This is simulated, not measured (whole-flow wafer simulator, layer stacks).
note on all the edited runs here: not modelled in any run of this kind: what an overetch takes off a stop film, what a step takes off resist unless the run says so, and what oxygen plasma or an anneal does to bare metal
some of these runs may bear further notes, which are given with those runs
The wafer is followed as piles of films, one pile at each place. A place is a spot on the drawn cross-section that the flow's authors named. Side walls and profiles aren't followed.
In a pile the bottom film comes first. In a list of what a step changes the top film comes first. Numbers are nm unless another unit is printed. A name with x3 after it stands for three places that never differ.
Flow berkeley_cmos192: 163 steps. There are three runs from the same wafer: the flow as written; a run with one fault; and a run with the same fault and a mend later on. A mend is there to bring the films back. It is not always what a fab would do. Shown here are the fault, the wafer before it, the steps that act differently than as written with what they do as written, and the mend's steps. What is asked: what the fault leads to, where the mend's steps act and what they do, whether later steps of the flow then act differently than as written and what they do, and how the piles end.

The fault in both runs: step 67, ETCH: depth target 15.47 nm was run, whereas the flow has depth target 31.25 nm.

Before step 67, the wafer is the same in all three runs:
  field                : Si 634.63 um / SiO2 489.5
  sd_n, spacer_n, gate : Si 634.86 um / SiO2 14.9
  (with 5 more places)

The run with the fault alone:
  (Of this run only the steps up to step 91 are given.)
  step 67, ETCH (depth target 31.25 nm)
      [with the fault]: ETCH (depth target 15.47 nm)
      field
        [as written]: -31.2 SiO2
        [with the fault]: -15.5 SiO2
  Every later step of the flow up to step 91 that is run acts as written, at every place that is followed, to within 2% or 0.5 nm, whichever is larger.
  Once step 91 is done, the piles at field depart from the flow's by more than 2% or 0.5 nm, whichever is larger.
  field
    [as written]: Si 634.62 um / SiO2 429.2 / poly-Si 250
    [with the fault]: Si 634.62 um / SiO2 444.9 / poly-Si 250

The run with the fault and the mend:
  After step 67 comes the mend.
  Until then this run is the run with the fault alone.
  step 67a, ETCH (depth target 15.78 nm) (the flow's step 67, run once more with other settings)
      field
        -15.8 SiO2
  Every later step of the flow that is run acts as written, at every place that is followed, to within 2% or 0.5 nm, whichever is larger.
  By the end, the piles equal the flow's at every place that both follow.
